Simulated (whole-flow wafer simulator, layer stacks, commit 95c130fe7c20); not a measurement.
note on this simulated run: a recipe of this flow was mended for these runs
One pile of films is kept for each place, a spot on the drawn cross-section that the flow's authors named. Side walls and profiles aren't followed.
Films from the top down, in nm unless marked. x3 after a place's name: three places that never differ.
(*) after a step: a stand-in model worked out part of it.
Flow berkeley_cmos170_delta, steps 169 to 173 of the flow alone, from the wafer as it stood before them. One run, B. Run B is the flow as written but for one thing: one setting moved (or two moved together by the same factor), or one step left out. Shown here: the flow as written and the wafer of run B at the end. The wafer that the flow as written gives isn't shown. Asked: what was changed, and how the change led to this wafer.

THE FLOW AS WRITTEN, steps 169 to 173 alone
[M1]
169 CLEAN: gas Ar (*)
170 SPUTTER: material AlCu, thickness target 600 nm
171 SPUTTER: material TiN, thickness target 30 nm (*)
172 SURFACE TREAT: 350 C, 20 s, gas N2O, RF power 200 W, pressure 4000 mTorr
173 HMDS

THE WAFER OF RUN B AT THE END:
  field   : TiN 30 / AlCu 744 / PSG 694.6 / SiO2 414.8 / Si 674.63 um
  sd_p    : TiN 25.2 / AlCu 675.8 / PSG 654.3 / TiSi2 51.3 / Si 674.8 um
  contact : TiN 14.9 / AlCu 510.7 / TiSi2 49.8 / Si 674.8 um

The cause: step 170, SPUTTER: thickness target 744 nm was run, where the flow has thickness target 600 nm.
It can be read off the wafer: field has AlCu 744, and step 170 as written asks for 600 nm.

How the change led to this, step by step:
  170 SPUTTER: material AlCu, thickness target 600 nm
      field, sd_n, spacer_n, gate, spacer_p, gate_p, m1: AlCu +744 (new film) (as written it would be: AlCu +600 (new film))
      sd_p: AlCu +675.8 (new film) (as written it would be: AlCu +539.5 (new film))
      (and at 1 more place)
  171 SPUTTER: material TiN, thickness target 30 nm (*)
      contact: TiN +14.9 (new film) (as written it would be: TiN +16.3 (new film))
